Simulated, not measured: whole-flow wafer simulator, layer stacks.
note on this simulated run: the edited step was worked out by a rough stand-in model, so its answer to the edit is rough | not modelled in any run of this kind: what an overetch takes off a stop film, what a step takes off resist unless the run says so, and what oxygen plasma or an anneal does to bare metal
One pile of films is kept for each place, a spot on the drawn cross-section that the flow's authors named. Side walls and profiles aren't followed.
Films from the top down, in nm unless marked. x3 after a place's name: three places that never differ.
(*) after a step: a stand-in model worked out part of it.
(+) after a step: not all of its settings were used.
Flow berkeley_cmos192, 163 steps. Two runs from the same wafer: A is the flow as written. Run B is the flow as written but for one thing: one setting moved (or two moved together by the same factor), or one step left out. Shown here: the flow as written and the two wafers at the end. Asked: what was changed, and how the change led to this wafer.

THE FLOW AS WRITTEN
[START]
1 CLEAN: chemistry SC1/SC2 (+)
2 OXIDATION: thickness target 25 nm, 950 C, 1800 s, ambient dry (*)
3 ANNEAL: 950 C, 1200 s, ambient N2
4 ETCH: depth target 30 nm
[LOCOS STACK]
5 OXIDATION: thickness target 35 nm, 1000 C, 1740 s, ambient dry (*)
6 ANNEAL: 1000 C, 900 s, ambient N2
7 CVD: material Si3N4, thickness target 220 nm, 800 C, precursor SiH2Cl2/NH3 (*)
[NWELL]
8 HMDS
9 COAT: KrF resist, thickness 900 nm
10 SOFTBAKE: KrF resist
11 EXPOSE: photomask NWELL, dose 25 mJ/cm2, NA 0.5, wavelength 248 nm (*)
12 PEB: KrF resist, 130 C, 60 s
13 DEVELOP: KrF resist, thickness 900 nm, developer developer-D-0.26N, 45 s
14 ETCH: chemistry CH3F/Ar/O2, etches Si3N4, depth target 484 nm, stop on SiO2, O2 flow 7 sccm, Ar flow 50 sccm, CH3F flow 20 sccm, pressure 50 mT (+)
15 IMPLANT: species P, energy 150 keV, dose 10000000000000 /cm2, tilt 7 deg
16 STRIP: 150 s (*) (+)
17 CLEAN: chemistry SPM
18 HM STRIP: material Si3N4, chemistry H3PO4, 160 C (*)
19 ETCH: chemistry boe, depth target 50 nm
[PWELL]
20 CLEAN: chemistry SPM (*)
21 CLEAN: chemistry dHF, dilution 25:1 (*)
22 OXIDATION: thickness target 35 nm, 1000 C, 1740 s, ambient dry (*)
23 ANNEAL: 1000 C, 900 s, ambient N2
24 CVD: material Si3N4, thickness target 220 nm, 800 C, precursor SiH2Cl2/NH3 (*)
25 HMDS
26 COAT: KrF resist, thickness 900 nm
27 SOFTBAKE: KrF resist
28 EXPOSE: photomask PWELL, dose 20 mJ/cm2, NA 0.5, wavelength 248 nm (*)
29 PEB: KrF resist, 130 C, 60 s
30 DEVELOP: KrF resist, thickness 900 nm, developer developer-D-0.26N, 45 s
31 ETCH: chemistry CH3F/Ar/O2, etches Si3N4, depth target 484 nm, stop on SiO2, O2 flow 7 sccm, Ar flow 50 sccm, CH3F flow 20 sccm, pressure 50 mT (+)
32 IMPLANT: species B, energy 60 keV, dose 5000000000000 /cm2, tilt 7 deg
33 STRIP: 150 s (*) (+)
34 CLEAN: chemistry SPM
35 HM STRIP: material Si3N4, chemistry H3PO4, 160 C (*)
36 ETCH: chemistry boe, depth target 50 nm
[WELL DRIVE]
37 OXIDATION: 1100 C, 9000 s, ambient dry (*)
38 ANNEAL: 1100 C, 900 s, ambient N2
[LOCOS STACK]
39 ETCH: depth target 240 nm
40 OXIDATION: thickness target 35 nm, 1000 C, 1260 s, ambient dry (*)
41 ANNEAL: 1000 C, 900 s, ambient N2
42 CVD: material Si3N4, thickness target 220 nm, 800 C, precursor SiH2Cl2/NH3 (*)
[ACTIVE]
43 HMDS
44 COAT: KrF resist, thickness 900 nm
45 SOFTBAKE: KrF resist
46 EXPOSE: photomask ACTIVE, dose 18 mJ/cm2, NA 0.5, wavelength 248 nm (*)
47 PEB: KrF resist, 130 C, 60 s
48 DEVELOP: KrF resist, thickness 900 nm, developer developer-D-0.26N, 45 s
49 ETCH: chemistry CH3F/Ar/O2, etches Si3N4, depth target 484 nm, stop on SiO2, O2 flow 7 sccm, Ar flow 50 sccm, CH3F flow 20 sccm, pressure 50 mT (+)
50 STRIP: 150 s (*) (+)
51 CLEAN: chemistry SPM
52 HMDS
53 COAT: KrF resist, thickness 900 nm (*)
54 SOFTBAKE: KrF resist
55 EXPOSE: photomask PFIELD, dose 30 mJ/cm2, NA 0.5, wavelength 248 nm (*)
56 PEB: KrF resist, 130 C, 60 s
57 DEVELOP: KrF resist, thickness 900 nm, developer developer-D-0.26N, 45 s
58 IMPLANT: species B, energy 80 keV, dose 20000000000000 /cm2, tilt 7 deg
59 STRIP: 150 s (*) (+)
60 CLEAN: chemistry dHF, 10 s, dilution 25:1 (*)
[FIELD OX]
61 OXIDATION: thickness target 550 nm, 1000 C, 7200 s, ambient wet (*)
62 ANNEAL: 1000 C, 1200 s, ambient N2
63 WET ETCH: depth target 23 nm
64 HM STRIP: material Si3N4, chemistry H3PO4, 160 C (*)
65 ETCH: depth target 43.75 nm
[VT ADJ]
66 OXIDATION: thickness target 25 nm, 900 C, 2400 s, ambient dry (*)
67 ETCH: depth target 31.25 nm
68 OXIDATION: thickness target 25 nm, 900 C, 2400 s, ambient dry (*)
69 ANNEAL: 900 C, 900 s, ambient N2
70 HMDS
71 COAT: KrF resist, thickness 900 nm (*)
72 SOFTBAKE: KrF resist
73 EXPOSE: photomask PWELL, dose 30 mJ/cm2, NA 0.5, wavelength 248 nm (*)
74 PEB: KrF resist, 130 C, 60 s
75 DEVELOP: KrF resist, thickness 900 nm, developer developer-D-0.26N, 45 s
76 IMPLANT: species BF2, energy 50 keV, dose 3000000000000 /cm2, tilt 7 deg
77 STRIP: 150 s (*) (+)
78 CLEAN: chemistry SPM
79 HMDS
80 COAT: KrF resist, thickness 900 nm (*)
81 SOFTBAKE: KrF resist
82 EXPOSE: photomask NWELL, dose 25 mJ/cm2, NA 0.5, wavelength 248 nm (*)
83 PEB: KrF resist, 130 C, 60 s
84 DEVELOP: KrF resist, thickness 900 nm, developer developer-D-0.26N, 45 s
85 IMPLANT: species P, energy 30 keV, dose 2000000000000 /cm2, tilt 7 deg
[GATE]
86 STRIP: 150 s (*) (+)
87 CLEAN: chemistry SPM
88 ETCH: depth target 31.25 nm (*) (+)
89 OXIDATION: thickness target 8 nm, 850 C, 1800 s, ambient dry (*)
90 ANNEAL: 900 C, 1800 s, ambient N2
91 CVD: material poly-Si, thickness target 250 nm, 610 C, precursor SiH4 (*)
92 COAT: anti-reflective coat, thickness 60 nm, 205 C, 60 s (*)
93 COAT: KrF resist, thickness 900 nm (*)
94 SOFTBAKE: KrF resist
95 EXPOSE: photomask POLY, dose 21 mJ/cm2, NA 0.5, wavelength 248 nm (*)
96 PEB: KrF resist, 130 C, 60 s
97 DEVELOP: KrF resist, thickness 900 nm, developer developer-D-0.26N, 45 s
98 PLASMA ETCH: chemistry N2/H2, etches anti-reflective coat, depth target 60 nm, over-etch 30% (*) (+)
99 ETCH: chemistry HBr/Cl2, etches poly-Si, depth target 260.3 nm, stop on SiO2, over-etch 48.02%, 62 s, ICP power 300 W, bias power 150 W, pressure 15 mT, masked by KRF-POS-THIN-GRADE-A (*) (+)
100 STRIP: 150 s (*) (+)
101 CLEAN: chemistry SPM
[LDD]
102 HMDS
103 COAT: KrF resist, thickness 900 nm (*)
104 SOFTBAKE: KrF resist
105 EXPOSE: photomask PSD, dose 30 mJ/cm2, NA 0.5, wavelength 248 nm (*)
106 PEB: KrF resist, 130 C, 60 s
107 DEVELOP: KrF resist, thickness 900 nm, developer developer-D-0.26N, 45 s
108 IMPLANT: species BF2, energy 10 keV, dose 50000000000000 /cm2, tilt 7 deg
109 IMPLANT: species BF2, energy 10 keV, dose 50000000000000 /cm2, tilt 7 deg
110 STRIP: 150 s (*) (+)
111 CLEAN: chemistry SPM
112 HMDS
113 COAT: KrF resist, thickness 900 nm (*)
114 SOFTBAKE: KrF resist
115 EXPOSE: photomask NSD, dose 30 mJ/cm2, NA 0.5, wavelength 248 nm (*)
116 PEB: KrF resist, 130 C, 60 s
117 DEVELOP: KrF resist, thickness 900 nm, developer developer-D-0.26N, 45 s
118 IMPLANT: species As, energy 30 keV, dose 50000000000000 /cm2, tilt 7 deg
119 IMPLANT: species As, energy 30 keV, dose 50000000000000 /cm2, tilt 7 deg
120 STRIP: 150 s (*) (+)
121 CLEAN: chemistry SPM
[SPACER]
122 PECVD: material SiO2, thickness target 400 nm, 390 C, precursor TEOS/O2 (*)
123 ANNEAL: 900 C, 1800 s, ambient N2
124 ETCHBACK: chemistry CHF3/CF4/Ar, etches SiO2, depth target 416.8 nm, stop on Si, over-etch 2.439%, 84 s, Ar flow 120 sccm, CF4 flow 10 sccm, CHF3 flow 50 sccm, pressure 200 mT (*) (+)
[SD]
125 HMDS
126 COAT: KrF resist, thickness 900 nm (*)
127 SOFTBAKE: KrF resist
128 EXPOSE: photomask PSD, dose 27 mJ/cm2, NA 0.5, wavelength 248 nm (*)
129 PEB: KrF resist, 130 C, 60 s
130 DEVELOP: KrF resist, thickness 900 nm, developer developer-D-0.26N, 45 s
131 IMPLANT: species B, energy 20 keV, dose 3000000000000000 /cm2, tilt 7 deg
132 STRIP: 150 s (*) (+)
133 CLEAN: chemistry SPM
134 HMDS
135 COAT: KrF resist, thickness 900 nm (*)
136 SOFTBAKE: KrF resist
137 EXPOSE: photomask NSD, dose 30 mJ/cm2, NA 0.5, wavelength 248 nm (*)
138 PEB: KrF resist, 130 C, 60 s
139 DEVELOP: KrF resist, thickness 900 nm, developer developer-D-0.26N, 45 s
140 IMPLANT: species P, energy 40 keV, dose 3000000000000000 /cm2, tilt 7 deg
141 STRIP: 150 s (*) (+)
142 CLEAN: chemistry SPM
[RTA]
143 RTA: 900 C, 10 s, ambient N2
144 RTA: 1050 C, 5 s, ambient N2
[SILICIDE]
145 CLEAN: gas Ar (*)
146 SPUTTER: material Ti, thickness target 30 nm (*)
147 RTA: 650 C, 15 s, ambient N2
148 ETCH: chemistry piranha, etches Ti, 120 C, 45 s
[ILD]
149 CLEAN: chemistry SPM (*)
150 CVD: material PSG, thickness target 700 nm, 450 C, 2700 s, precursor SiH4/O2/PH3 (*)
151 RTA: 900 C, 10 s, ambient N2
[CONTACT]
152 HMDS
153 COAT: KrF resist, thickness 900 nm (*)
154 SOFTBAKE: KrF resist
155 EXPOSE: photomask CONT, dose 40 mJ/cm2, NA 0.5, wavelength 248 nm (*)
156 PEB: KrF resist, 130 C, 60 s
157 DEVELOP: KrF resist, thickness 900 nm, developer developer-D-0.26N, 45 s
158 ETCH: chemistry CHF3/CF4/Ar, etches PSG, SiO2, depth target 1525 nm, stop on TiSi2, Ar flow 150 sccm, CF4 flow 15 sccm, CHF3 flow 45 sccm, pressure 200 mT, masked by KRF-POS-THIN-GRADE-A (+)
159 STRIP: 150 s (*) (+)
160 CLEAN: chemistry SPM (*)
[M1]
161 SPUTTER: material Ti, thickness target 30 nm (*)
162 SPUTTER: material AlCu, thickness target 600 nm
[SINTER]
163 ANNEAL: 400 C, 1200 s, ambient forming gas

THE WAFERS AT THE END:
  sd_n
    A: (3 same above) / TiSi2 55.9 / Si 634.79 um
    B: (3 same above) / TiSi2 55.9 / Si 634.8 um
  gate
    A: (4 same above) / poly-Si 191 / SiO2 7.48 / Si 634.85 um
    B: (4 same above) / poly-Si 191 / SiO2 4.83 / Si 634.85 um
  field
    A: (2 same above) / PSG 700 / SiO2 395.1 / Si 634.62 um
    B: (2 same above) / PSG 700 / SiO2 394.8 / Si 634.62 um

The cause: step 89, OXIDATION: 810 s was run, where the flow has 1800 s.

How the change led to this, step by step:
  89 OXIDATION: thickness target 8 nm, 850 C, 1800 s, ambient dry (*)
      sd_n, spacer_n, gate, sd_p, spacer_p, gate_p, contact, m1: A SiO2 +7.48 (new film), Si -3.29 | B SiO2 +4.83 (new film), Si -2.13
